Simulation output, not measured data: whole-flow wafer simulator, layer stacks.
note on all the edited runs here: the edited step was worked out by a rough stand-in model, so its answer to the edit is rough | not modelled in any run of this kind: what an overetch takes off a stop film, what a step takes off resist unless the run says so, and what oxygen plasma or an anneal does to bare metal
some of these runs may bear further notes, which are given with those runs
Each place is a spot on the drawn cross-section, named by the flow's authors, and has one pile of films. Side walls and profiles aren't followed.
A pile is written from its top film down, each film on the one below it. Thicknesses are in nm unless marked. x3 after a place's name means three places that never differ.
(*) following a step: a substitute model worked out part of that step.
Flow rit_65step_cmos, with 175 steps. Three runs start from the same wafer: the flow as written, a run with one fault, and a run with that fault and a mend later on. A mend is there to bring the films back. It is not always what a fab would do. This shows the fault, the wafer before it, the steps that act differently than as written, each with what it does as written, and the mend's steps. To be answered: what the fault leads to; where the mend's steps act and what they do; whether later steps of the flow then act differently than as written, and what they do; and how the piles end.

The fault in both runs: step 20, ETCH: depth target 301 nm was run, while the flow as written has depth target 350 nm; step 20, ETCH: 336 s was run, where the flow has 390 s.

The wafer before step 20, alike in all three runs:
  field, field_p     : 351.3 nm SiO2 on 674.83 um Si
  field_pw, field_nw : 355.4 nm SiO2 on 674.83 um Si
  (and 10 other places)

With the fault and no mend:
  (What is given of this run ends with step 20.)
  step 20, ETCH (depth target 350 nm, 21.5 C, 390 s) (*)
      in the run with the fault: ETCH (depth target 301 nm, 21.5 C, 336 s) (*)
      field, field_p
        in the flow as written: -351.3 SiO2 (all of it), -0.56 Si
        in the run with the fault: -328.2 SiO2
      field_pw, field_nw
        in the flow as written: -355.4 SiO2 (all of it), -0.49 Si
        in the run with the fault: -328.2 SiO2
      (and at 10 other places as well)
  Once step 20 is done, the piles at field, field_pw, field_nw, field_p depart from the flow's by more than 2% or 0.5 nm, whichever is larger.
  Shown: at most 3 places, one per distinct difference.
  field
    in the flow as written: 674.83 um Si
    in the run with the fault: 23.1 nm SiO2 on 674.83 um Si
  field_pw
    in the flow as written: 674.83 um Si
    in the run with the fault: 27.2 nm SiO2 on 674.83 um Si

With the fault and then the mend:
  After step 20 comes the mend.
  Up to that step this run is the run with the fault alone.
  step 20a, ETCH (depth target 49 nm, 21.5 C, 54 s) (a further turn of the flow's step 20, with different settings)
      field, field_p
        -23.1 SiO2 (all of it)
      field_pw, field_nw
        -27.2 SiO2 (all of it)
  Every later step of the flow that is run acts as written, at every place that is followed, to within 2% or 0.5 nm, whichever is larger.
  At the end the piles are close to the flow's at the places that both follow, differing by at most 2% or 0.5 nm, whichever is larger.
